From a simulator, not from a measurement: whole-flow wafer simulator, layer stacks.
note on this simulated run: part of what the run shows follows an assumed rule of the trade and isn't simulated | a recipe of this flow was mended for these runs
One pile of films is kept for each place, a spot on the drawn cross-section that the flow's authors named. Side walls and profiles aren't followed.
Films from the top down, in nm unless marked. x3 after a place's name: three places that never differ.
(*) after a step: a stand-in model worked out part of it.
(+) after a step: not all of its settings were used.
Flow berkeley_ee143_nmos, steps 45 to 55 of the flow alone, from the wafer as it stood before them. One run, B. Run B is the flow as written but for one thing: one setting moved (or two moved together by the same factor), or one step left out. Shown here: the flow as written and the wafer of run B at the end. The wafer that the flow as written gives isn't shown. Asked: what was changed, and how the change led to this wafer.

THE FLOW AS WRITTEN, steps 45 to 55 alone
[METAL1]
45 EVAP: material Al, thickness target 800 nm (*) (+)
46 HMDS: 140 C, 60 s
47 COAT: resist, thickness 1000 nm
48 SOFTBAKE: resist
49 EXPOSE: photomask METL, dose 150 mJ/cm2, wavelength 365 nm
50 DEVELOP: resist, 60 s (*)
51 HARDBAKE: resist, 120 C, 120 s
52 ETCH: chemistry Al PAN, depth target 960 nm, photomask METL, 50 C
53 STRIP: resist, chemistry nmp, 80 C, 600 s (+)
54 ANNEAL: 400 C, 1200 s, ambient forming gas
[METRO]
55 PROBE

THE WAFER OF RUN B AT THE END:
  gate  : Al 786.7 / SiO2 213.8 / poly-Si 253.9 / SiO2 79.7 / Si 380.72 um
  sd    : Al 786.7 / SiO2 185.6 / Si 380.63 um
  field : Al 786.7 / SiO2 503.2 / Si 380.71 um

The cause: step 52, ETCH: chemistry Al PAN, depth target 960 nm, photomask METL, 50 C, was left out.

How the change led to this, step by step:
  (no step that both runs have acts differently)
Counting metal films that touch as one body, gate has 1 body; the flow as written gives 0 bodies.
Counting metal films that touch as one body, sd has 1 body; the flow as written gives 0 bodies.
Counting metal films that touch as one body, field has 1 body; the flow as written gives 0 bodies.
